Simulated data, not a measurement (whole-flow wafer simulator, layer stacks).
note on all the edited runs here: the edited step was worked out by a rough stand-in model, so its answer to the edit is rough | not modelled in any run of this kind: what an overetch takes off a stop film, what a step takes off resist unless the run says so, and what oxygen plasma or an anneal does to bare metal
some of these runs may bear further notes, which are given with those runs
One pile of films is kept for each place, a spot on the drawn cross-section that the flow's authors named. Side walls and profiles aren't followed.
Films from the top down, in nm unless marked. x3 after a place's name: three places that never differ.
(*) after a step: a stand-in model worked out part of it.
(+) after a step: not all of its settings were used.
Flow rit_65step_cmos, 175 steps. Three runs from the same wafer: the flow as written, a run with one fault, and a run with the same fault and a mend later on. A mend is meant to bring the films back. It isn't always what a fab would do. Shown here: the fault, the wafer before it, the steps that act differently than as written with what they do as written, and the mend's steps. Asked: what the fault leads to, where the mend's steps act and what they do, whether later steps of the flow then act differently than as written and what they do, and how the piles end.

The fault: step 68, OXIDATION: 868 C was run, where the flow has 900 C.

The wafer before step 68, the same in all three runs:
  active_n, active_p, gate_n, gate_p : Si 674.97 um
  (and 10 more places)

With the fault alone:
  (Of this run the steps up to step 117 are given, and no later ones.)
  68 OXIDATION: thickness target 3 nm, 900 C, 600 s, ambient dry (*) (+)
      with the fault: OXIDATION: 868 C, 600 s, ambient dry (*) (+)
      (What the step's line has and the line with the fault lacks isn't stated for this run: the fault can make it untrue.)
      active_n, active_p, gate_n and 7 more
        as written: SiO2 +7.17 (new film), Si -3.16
        with the fault: SiO2 +3 (new film), Si -1.32
  Later steps of the flow that act differently than as written (14 more steps differ only slightly, by at most 2% or 0.5 nm, whichever is larger, and aren't shown):
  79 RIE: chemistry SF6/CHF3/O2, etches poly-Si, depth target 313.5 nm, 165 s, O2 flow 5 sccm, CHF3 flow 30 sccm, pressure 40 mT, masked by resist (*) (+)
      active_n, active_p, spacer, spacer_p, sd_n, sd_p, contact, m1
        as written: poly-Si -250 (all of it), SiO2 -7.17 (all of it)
        with the fault: poly-Si -250 (all of it), SiO2 -3 (all of it)
  After step 117 the piles differ from the flow's by more than 2% or 0.5 nm, whichever is larger, at gate_n, gate_p.
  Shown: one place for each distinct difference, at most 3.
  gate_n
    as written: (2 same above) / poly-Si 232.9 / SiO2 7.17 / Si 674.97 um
    with the fault: (2 same above) / poly-Si 232.9 / SiO2 3 / Si 674.97 um

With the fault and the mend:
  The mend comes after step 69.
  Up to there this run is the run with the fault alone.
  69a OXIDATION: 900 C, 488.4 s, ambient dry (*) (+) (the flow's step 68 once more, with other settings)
      active_n, active_p, gate_n and 7 more
        SiO2 +4, Si -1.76
  No later step of the flow acts differently than as written, at any place that is followed, by more than 2% or 0.5 nm, whichever is larger.
  At the end the piles differ from the flow's only slightly at the places that both follow, by at most 2% or 0.5 nm, whichever is larger.
